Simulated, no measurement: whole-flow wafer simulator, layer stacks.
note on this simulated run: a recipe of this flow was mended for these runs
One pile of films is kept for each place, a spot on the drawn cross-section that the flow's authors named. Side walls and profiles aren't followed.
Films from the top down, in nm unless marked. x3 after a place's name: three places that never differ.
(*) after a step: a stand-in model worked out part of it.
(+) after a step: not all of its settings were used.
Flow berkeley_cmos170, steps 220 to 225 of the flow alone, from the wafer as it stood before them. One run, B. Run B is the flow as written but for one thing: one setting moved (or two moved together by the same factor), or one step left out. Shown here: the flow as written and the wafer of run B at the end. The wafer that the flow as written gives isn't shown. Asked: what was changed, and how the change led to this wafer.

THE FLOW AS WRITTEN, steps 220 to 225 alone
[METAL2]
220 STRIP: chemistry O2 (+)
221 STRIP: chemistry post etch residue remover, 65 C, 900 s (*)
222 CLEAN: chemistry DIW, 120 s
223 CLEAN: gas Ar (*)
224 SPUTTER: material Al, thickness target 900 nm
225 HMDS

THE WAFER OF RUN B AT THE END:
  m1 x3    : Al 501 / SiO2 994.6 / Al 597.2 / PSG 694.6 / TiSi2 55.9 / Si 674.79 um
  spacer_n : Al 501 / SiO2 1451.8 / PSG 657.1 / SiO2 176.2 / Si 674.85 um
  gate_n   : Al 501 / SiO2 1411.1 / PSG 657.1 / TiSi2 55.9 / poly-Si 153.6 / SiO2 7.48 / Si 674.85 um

The cause: step 224, SPUTTER: thickness target 501 nm was run, where the flow has thickness target 900 nm.
It can be read off the wafer: m1 x3 has Al 501, and step 224 as written asks for 900 nm.

How the change led to this, step by step:
  224 SPUTTER: material Al, thickness target 900 nm
      field, mark, sd_n and 9 more: Al +501 (new film) (as written it would be: Al +900 (new film))
      via1: Al +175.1 (as written it would be: Al +259.4)
